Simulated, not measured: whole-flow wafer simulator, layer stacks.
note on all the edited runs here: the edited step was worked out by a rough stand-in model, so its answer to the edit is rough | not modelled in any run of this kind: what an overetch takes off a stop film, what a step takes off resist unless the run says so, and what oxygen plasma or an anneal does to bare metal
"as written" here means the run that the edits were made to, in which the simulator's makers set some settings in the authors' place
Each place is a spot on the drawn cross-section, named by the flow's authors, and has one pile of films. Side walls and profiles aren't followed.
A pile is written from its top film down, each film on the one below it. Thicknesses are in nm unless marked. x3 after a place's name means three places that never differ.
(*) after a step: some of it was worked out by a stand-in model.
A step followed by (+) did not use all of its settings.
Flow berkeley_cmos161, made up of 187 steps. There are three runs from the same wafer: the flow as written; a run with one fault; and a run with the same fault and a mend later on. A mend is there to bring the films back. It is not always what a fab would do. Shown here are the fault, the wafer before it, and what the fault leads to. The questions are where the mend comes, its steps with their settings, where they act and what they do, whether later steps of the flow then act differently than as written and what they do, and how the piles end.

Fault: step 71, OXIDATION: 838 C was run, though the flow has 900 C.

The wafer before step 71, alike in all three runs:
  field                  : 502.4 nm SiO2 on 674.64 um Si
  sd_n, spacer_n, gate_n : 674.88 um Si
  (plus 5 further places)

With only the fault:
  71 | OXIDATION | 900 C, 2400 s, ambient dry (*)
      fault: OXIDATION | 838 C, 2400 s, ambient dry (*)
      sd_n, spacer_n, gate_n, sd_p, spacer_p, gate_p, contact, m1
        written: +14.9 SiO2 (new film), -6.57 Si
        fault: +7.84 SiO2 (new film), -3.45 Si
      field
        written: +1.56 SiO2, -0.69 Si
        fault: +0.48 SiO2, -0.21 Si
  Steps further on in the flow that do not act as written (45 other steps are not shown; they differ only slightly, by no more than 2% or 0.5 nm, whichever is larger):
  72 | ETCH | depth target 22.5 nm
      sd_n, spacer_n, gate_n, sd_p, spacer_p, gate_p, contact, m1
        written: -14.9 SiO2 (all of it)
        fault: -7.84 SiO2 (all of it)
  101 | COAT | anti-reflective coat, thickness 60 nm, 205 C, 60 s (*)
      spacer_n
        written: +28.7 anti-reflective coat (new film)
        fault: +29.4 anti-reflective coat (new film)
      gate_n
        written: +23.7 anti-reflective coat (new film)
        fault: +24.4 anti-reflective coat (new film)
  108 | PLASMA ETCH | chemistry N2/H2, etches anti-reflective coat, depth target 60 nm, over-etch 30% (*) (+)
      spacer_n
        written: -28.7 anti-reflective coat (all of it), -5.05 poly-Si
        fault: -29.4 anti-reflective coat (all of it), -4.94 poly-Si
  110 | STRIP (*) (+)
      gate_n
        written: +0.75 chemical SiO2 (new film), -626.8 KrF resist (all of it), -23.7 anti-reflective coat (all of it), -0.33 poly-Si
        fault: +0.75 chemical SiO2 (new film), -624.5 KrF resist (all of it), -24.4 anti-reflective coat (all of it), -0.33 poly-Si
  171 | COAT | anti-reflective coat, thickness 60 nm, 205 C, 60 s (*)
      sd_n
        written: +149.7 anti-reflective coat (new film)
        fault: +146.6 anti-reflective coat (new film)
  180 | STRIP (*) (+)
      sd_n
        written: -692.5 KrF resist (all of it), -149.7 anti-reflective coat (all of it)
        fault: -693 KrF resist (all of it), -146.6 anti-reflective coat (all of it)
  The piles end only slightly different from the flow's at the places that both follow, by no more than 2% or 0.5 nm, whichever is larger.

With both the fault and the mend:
  After step 71 comes the mend.
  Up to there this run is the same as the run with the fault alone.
  71a | OXIDATION | 900 C, 1622 s, ambient dry (*) (the flow's step 71 again, with other settings)
      sd_n, spacer_n, gate_n, sd_p, spacer_p, gate_p, contact, m1
        +7.07 SiO2, -3.11 Si
      field
        +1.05 SiO2, -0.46 Si
  Every later step of the flow that is run acts as written, at every place that is followed, to within 2% or 0.5 nm, whichever is larger.
  At every place that both follow, the piles at the end match the flow's.
